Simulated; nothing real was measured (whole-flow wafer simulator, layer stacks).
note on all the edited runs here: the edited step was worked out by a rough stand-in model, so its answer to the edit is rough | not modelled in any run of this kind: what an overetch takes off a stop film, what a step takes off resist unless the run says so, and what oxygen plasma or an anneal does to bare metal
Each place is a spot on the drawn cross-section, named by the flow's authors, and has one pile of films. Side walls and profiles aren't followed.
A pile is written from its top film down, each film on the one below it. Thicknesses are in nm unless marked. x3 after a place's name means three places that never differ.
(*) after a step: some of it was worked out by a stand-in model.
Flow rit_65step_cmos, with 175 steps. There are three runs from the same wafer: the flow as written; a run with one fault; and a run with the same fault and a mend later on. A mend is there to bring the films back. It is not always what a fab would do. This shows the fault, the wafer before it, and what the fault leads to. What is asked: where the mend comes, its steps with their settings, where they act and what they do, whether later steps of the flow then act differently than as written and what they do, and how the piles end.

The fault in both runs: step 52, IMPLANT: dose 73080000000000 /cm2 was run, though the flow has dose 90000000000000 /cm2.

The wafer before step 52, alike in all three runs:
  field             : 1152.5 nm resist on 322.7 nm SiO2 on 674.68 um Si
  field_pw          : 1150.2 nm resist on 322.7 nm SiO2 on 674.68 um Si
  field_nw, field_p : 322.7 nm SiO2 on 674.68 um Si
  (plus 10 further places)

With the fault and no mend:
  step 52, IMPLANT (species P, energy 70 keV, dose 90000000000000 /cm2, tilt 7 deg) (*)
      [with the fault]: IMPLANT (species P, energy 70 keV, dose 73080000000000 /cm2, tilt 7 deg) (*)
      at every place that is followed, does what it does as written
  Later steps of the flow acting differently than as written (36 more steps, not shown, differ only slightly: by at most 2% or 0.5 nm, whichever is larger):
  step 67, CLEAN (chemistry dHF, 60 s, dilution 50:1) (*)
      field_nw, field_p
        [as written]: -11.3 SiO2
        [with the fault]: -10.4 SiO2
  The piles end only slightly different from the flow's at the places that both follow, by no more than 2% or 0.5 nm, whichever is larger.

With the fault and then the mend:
  The mend stands after step 53.
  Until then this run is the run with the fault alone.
  step 53a, HMDS (140 C, 60 s) (the flow's step 45 again)
      leaves every film unchanged at each place that is followed
  step 53b, COAT (resist, thickness 1300 nm) (the flow's step 46 again)
      gate_n, gate_p, spacer, spacer_p, contact
        +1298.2 resist (new film)
      active_n, active_p, sd_p
        +1297.4 resist (new film)
      field_pw, field_nw
        +1313 resist (new film)
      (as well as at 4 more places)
  step 53c, SOFTBAKE (resist, 90 C, 60 s) (the flow's step 47 again)
      leaves every film unchanged at each place that is followed
  step 53d, EXPOSE (photomask M4, dose 250 mJ/cm2, NA 0.6, wavelength 365 nm) (the flow's step 48 again)
      leaves every film unchanged at each place that is followed
  step 53e, PEB (resist, 110 C, 60 s) (the flow's step 49 again)
      gate_n, gate_p, spacer, spacer_p, contact, m1
        -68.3 resist
      active_n, active_p, sd_n, sd_p
        -68.2 resist
      field, field_p
        -69.2 resist
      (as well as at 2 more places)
  step 53f, DEVELOP (resist, thickness 1300 nm, 68 s) (the flow's step 50 again)
      gate_p, spacer_p
        -1229.9 resist (all of it)
      field_nw
        -1243.9 resist (all of it)
      field_p
        -1246.4 resist (all of it)
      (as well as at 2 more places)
  step 53g, HARDBAKE (resist, 140 C, 120 s) (the flow's step 51 again)
      active_n, gate_n, spacer, contact, m1
        -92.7 resist
      field
        -94 resist
      field_pw
        -93.8 resist
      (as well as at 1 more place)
  step 53h, IMPLANT (species P, energy 70 keV, dose 16920000000000 /cm2, tilt 7 deg) (*) (the flow's step 52 again, with other settings)
      leaves every film unchanged at each place that is followed
  step 53i, STRIP (resist, chemistry O2, 180 s) (the flow's step 53 again)
      gate_n, spacer, contact
        -1137.2 resist (all of it)
      field
        -1152.5 resist (all of it)
      field_pw
        -1150.2 resist (all of it)
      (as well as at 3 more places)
  Every later step of the flow that is run acts as written at every place that is followed.
  By the end, the piles equal the flow's at every place that both follow.
